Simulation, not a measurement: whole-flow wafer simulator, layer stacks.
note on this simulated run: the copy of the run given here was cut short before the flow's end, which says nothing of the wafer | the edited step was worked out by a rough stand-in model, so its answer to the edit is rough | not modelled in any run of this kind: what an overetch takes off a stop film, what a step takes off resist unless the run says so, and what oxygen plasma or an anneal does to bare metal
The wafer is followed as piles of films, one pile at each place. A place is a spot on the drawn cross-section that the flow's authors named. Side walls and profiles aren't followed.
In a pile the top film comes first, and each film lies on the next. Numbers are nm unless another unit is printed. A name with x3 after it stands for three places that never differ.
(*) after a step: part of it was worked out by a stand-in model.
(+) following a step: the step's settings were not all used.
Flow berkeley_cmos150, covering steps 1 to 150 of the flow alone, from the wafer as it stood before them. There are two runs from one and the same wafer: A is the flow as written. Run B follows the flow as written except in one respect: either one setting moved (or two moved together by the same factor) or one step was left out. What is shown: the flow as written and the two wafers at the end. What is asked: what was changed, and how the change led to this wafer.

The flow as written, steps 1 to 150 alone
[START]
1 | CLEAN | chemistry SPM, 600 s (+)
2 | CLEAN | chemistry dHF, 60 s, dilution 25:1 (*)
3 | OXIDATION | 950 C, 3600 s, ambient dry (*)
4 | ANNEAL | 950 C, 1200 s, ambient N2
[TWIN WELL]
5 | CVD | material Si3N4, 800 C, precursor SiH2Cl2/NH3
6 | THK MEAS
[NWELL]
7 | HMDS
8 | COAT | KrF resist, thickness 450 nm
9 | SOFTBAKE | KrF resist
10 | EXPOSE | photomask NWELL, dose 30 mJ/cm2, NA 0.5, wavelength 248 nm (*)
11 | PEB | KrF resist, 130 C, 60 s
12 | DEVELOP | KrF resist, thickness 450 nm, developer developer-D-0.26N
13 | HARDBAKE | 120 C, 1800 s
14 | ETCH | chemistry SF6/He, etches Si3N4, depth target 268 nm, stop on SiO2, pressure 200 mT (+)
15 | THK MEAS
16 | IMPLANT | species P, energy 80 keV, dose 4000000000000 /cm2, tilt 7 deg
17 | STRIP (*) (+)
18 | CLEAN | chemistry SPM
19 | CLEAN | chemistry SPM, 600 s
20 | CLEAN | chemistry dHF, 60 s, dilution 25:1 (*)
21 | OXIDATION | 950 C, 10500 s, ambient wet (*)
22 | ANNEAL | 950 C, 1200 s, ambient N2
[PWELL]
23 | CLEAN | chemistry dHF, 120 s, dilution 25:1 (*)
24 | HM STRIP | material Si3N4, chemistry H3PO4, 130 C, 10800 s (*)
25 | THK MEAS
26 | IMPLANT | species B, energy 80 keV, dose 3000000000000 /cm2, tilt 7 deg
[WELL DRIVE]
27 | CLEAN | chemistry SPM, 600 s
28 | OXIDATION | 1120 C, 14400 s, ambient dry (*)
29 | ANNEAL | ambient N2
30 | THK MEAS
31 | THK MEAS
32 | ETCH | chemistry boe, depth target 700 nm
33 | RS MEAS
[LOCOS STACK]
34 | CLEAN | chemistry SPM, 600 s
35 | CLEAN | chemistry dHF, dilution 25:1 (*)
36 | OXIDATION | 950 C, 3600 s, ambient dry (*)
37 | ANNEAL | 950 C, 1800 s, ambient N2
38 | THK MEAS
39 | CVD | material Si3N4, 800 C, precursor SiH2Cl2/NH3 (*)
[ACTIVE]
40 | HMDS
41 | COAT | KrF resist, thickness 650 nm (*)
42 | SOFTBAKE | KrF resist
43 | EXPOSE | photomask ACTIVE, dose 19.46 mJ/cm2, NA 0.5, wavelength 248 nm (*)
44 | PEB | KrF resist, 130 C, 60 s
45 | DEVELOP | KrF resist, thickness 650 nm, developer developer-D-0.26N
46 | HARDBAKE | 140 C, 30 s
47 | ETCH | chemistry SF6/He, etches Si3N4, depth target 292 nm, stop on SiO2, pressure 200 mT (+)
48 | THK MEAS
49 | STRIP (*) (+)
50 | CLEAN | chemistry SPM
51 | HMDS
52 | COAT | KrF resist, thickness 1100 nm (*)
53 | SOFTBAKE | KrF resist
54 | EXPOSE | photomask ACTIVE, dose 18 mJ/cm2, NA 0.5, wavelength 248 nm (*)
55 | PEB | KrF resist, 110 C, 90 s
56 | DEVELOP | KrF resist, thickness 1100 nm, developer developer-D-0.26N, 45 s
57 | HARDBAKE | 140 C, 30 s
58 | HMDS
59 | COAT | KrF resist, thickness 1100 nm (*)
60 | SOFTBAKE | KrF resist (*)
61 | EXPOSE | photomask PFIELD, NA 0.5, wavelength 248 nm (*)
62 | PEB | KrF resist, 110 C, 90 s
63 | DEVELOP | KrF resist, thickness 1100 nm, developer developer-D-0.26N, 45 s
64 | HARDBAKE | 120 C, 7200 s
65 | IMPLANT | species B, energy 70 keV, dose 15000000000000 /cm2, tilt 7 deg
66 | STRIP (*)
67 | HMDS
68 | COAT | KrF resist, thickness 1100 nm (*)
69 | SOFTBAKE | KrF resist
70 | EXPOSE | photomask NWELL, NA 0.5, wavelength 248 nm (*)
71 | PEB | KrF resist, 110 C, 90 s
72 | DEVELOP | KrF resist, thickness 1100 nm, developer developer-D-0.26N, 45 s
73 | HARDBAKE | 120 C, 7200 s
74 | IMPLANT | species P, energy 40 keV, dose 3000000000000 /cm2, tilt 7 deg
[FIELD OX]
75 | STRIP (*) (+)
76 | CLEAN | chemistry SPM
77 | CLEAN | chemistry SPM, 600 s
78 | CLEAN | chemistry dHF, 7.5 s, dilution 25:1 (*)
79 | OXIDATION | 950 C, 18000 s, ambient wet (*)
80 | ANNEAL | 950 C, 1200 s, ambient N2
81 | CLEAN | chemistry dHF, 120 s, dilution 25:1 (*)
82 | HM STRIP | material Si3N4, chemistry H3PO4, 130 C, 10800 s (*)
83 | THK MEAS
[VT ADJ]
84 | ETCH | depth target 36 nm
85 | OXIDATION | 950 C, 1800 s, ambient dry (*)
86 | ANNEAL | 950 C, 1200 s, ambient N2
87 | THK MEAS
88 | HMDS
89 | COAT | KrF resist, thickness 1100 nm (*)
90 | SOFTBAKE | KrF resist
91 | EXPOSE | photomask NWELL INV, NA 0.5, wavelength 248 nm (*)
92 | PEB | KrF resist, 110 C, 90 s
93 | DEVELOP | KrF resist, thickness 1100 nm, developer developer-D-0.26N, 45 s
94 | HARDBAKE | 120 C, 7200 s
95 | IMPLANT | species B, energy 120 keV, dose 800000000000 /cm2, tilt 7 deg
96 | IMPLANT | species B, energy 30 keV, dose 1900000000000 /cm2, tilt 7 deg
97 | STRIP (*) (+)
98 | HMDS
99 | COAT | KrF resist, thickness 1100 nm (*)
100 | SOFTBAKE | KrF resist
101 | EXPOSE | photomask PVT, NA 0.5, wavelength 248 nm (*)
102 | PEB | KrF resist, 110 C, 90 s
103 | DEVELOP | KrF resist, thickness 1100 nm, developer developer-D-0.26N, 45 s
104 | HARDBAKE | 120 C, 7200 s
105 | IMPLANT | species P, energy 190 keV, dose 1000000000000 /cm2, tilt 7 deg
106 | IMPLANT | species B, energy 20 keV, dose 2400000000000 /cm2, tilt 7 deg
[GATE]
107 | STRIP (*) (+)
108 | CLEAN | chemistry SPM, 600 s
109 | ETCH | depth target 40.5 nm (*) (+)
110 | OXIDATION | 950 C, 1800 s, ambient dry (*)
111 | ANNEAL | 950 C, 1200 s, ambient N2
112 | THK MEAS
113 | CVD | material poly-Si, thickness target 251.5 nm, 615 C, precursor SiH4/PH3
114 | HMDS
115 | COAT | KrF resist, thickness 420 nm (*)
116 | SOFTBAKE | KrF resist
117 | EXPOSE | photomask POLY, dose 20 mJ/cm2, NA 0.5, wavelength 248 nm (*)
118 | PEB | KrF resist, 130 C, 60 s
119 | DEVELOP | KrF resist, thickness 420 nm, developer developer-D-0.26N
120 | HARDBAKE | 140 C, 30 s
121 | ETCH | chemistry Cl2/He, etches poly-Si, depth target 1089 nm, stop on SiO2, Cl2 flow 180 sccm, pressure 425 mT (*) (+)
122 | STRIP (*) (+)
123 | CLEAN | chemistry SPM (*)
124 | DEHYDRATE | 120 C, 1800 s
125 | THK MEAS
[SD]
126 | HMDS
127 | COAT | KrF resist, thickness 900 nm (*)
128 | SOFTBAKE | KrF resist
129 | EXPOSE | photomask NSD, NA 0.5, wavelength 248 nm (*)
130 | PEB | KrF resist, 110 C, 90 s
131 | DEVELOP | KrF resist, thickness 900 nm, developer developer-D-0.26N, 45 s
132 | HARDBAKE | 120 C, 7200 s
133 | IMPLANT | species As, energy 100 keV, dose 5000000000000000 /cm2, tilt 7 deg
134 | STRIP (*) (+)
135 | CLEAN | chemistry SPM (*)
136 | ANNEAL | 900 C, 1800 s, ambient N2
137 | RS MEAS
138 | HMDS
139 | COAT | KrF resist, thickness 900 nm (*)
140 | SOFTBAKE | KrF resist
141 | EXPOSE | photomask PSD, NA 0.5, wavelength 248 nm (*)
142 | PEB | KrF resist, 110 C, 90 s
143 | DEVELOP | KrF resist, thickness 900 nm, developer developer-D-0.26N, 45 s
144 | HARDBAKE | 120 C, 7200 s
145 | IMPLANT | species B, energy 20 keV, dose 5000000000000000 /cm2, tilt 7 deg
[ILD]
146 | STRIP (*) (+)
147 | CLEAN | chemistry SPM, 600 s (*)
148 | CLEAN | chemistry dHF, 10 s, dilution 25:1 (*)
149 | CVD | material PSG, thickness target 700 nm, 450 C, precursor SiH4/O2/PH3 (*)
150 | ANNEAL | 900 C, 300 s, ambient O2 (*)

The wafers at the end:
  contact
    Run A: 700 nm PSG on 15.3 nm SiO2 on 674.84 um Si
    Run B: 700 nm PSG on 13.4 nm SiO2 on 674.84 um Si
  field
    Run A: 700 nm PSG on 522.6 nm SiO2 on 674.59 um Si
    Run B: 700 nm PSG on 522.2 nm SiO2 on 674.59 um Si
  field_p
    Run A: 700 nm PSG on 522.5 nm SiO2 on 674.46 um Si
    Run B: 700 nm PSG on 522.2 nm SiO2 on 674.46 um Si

The reason: step 110, OXIDATION: 1530 s was run, while the flow as written has 1800 s.

The path from the change to this, step by step:
  110 | OXIDATION | 950 C, 1800 s, ambient dry (*)
      sd_n, gate_n, sd_p, gate_p, contact, m1: A SiO2 gains 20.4 (new film), Si loses 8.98 | B SiO2 gains 18.5 (new film), Si loses 8.14
